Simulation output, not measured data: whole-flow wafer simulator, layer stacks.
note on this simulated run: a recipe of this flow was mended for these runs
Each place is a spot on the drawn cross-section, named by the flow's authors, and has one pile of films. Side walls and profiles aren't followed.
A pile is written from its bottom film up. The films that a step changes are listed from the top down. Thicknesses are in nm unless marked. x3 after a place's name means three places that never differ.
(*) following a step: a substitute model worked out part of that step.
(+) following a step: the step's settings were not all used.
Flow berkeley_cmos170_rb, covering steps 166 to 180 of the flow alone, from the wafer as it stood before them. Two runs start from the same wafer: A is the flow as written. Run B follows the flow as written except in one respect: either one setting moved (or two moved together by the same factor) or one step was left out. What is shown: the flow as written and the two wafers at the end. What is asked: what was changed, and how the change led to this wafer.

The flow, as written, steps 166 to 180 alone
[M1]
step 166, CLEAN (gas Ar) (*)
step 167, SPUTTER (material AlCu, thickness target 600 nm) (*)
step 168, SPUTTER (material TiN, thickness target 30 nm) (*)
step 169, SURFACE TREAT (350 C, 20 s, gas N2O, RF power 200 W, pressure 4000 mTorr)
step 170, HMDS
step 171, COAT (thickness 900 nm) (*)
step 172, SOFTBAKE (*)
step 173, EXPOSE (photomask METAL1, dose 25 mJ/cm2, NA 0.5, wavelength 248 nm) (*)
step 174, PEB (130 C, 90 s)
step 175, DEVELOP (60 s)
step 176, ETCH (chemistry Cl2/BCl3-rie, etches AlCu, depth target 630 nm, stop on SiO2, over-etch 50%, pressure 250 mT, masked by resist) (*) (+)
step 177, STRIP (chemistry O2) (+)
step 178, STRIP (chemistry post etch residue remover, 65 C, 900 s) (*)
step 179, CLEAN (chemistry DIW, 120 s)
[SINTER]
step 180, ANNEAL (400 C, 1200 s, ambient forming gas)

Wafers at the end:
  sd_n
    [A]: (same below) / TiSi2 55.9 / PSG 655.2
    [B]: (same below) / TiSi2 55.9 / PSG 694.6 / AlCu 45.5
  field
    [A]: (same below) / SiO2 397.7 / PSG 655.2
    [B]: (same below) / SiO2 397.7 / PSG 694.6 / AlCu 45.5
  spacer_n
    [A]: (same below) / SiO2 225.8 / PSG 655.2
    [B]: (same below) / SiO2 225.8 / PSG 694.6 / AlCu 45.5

Cause: step 167, SPUTTER: thickness target 963.3 nm was run, though the flow has thickness target 600 nm.

Step by step, how the change led to this:
  step 167, SPUTTER (material AlCu, thickness target 600 nm) (*)
      field, sd_n, spacer_n, gate, spacer_p, gate_p, m1: A +600 AlCu (new film) | B +963.3 AlCu (new film)
      sd_p: A +549.6 AlCu (new film) | B +902.4 AlCu (new film)
      (also at 1 further place)
  step 168, SPUTTER (material TiN, thickness target 30 nm) (*)
      contact: A +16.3 TiN (new film) | B +12.6 TiN (new film)
  step 171, COAT (thickness 900 nm) (*)
      contact: A +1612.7 KrF-resist (new film) | B +1761.7 KrF-resist (new film)
  step 176, ETCH (chemistry Cl2/BCl3-rie, etches AlCu, depth target 630 nm, stop on SiO2, over-etch 50%, pressure 250 mT, masked by resist) (*) (+)
      field, sd_n, spacer_n, gate, spacer_p, gate_p: A -30 TiN (all of it), -600 AlCu (all of it), -39.4 PSG | B -30 TiN (all of it), -915 AlCu
      sd_p: A -25.8 TiN (all of it), -549.6 AlCu (all of it), -46.2 PSG | B -25.7 TiN (all of it), -902.4 AlCu (all of it), -2.11 PSG
  step 177, STRIP (chemistry O2) (+)
      contact: A -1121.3 KrF-resist (all of it) | B -1269.8 KrF-resist (all of it)
  step 178, STRIP (chemistry post etch residue remover, 65 C, 900 s) (*)
      field, sd_n, spacer_n, gate, spacer_p, gate_p: A nothing | B -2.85 AlCu
Taking metal films that touch as one body, sd_n has 1 body; the flow as written gives 0 bodies.
Taking metal films that touch as one body, field has 1 body; the flow as written gives 0 bodies.
Taking metal films that touch as one body, spacer_n has 1 body; the flow as written gives 0 bodies.
